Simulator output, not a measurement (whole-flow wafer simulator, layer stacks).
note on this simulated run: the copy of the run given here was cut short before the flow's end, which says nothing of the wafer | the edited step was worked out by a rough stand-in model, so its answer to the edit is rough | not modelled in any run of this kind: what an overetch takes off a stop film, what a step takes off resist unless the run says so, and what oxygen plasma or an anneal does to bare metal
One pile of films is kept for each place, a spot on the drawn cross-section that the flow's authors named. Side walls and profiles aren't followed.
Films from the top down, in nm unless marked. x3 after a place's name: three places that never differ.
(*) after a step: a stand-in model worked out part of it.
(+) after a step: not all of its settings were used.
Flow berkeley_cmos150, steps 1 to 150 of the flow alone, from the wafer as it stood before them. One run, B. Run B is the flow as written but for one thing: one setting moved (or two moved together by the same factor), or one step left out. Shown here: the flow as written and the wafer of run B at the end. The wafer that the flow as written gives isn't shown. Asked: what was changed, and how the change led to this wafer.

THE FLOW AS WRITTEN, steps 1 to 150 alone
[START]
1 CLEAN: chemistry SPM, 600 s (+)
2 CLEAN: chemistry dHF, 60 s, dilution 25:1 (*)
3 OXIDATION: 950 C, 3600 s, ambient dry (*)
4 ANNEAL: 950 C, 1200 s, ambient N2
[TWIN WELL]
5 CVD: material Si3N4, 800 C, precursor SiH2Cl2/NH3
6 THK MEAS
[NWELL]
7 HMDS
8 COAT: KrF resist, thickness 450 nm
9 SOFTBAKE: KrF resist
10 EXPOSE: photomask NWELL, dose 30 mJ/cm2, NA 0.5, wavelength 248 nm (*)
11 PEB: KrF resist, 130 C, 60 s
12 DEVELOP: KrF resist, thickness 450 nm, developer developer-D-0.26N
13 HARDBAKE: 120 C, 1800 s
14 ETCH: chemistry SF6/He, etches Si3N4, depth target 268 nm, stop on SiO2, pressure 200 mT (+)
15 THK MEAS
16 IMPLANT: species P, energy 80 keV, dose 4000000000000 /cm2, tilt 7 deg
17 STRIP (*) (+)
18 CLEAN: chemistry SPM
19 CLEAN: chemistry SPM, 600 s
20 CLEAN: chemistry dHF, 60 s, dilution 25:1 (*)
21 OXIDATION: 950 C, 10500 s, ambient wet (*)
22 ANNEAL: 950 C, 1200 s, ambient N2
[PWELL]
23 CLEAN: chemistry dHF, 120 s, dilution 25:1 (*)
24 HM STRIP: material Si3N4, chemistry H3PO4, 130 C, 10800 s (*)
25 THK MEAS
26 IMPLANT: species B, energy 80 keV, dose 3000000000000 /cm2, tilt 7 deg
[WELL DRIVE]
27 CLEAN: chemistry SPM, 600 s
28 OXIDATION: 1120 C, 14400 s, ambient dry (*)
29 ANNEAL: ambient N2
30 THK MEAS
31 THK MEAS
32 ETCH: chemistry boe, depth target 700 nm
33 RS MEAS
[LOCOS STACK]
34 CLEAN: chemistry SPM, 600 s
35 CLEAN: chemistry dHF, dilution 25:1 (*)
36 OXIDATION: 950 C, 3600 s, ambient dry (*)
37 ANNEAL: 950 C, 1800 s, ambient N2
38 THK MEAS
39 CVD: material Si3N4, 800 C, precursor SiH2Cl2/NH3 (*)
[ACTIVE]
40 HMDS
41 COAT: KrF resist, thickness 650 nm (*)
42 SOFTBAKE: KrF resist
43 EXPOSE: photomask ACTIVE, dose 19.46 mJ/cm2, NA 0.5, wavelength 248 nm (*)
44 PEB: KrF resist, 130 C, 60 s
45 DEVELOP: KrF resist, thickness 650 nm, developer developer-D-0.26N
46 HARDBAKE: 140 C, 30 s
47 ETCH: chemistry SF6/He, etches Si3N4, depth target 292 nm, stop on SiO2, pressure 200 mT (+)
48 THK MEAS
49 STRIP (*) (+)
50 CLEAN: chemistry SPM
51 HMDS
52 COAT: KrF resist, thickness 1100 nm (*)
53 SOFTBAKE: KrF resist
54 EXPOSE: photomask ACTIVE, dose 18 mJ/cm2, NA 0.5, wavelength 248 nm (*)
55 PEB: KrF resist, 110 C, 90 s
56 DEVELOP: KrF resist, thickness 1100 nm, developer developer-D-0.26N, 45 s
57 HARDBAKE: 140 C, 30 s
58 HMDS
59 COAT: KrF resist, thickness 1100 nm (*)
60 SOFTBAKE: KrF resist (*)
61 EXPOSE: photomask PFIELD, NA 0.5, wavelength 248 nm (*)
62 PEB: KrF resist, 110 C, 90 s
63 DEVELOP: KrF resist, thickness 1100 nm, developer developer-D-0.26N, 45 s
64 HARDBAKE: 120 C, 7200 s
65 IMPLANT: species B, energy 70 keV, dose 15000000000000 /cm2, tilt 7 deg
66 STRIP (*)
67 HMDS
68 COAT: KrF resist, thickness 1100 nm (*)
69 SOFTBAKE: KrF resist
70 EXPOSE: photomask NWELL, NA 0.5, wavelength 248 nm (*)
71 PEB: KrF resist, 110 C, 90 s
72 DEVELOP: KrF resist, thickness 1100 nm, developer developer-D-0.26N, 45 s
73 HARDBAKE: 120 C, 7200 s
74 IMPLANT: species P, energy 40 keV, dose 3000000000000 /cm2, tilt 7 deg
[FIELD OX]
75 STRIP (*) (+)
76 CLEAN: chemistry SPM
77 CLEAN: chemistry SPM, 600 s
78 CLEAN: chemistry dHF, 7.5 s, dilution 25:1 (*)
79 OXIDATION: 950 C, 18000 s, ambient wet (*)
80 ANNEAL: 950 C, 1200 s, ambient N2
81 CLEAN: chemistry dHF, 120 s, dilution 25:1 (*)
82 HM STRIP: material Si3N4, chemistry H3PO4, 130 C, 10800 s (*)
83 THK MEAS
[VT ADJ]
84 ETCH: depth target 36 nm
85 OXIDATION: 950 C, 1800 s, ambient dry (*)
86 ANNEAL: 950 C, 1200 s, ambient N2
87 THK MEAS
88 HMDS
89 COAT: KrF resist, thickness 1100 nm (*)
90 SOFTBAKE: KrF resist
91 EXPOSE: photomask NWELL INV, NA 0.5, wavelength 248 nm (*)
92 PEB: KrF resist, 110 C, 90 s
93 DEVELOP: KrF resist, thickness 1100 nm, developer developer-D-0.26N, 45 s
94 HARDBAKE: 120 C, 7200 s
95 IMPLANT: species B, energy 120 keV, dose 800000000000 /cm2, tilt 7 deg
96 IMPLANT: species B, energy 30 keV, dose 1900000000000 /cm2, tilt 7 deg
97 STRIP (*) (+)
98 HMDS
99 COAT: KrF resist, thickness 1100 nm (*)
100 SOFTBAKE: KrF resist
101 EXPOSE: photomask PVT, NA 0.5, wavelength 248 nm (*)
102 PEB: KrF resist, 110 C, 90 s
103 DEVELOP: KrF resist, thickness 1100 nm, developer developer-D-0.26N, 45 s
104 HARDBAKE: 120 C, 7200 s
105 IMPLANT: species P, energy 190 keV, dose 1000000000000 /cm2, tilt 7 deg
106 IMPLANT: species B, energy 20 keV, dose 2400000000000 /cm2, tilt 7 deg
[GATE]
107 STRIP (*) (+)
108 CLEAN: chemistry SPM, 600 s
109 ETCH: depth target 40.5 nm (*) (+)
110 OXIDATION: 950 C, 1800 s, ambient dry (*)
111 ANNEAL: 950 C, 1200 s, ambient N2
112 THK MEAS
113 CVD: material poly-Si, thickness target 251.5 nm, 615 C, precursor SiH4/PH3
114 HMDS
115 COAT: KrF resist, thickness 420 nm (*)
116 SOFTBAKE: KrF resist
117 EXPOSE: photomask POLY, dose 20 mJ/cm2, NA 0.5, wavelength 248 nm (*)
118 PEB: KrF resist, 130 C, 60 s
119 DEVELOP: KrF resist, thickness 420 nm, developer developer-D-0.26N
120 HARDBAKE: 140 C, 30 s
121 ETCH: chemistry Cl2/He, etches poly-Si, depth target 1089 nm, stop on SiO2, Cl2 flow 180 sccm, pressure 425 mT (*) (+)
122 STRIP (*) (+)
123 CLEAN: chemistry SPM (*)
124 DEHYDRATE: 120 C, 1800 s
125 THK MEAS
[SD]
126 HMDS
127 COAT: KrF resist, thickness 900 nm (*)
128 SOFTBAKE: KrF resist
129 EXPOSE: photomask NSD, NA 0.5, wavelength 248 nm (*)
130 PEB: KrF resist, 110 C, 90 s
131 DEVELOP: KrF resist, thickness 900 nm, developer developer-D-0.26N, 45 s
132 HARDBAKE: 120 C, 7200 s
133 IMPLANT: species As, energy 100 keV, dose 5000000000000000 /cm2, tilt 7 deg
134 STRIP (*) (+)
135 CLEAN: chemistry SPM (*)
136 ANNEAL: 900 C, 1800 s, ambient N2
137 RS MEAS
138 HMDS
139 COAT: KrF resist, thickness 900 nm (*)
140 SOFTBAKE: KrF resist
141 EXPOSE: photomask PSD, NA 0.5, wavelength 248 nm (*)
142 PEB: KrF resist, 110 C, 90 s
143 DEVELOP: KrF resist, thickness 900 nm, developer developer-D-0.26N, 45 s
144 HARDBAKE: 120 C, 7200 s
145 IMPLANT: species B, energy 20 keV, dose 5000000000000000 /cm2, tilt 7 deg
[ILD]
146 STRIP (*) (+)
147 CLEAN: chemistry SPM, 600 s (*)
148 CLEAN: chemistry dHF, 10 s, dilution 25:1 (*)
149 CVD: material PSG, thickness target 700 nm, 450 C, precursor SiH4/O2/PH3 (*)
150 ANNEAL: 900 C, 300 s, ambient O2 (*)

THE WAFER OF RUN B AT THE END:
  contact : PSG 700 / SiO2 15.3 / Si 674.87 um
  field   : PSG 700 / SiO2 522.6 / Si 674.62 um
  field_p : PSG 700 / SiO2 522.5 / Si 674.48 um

The cause: step 28, OXIDATION: 8755 s was run, where the flow has 14400 s.

How the change led to this, step by step:
  28 OXIDATION: 1120 C, 14400 s, ambient dry (*)
      field, sd_n, gate_n, contact, m1: SiO2 +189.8, Si -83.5 (as written it would be: SiO2 +261.5, Si -115.1)
      field_p, sd_p, gate_p: SiO2 +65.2, Si -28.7 (as written it would be: SiO2 +103.6, Si -45.6)
  32 ETCH: chemistry boe, depth target 700 nm
      field, sd_n, gate_n, contact, m1: SiO2 -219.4 (all of it) (as written it would be: SiO2 -291.1 (all of it))
      field_p, sd_p, gate_p: SiO2 -517.1 (all of it) (as written it would be: SiO2 -555.5 (all of it))
